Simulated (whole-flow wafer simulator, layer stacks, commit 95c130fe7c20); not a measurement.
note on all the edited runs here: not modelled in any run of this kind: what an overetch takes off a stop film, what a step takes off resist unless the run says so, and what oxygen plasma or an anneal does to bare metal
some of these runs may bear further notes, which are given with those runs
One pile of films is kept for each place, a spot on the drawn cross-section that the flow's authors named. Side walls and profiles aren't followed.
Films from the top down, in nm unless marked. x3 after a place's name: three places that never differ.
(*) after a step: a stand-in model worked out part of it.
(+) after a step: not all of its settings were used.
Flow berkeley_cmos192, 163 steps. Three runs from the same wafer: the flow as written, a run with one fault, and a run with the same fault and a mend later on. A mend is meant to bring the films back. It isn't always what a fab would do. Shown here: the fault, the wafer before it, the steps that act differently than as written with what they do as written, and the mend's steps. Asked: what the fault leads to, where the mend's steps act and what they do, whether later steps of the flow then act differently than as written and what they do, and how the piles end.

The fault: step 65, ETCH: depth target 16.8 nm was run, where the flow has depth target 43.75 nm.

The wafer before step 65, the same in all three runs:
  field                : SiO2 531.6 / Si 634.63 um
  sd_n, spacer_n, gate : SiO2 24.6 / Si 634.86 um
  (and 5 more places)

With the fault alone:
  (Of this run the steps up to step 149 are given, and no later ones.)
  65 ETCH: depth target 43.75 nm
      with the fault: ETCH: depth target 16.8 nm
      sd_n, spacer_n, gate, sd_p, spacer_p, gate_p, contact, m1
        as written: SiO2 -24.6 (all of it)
        with the fault: SiO2 -16.8
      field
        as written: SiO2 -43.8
        with the fault: SiO2 -16.8
  Later steps of the flow that act differently than as written (33 more steps differ only slightly, by at most 2% or 0.5 nm, whichever is larger, and aren't shown):
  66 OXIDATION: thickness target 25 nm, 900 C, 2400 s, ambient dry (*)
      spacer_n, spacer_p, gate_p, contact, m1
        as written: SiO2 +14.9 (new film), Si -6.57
        with the fault: SiO2 +12.4, Si -5.47
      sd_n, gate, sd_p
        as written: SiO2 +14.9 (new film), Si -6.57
        with the fault: SiO2 +12.4, Si -5.46
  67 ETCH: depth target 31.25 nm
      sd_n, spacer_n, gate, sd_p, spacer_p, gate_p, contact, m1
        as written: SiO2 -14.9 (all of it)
        with the fault: SiO2 -20.2 (all of it)
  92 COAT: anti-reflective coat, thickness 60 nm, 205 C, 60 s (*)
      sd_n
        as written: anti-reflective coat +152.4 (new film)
        with the fault: anti-reflective coat +171.9 (new film)
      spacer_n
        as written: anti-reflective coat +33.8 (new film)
        with the fault: anti-reflective coat +28 (new film)
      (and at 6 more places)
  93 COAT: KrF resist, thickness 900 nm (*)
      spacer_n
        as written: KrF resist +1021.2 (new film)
        with the fault: KrF resist +1042.9 (new film)
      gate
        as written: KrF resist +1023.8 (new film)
        with the fault: KrF resist +1045.9 (new film)
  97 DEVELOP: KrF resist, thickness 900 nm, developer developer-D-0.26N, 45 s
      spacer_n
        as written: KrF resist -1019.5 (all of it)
        with the fault: KrF resist -1041.2 (all of it)
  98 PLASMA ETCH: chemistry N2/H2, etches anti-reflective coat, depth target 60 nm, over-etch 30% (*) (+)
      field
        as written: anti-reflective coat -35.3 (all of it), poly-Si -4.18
        with the fault: anti-reflective coat -35.4 (all of it), poly-Si -4.82
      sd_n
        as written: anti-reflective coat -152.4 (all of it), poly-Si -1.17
        with the fault: anti-reflective coat -171.9 (all of it), poly-Si -1.32
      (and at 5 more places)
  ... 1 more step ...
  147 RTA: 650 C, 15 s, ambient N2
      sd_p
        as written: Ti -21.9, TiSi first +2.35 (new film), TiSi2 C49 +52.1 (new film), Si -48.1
        with the fault: Ti -21.4, TiSi first +1.27 (new film), TiSi2 C49 +52.6 (new film), Si -47.8
  After step 149 the piles differ from the flow's by more than 2% or 0.5 nm, whichever is larger, at field, sd_p.
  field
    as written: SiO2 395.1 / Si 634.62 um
    with the fault: SiO2 421.8 / Si 634.62 um
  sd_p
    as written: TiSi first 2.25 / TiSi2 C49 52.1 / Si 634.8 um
    with the fault: TiSi first 1.16 / TiSi2 C49 52.6 / Si 634.8 um

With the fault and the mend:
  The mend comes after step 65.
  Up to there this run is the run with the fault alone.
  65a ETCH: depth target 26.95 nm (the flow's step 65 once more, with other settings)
      spacer_n, spacer_p, gate_p, contact, m1
        SiO2 -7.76 (all of it)
      sd_n, sd_p
        SiO2 -7.82 (all of it)
      field
        SiO2 -27
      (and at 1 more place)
  No later step of the flow acts differently than as written, at any place that is followed, by more than 2% or 0.5 nm, whichever is larger.
  At the end the piles are the same as the flow's at every place that both follow.
